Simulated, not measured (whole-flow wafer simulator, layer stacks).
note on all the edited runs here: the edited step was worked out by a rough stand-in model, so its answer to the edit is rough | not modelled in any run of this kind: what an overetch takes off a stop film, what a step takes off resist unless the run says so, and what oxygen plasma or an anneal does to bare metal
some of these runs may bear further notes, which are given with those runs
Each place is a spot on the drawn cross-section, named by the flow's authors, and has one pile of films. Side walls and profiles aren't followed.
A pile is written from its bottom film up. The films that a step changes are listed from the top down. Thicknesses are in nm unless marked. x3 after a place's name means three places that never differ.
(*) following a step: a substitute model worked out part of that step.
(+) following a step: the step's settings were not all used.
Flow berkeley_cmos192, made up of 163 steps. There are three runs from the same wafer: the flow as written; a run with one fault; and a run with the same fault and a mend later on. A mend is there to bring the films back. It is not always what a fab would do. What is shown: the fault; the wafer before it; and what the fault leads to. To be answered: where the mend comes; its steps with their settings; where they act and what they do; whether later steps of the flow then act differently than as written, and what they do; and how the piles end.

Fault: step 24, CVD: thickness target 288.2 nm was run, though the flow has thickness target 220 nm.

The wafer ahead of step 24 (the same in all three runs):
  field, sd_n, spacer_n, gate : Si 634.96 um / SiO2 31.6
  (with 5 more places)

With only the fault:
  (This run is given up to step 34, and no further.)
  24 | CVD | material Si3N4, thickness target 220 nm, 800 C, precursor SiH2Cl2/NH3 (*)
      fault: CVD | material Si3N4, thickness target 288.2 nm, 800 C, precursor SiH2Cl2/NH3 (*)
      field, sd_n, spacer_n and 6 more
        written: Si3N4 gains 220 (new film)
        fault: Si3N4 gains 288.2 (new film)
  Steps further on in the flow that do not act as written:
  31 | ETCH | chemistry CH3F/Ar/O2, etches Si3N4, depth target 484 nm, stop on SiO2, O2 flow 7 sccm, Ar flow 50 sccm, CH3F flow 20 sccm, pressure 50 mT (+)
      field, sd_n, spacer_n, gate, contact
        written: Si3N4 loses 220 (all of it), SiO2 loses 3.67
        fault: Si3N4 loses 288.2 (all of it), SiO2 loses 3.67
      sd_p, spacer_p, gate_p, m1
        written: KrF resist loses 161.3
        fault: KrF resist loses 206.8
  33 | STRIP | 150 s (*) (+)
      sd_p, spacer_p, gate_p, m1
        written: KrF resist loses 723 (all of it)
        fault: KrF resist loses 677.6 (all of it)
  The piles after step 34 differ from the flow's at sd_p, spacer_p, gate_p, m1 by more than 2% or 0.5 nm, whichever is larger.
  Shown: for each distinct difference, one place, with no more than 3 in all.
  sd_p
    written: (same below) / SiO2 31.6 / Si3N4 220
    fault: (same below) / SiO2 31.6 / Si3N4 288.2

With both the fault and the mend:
  After step 24 comes the mend.
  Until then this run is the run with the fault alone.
  24a | ETCH | chemistry h3po4, depth target 68.2 nm
      field, sd_n, spacer_n and 6 more
        Si3N4 loses 68.2
  None of the later steps of the flow acts differently than as written at any place that is followed.
  The piles end the same as the flow's at every place that both follow.
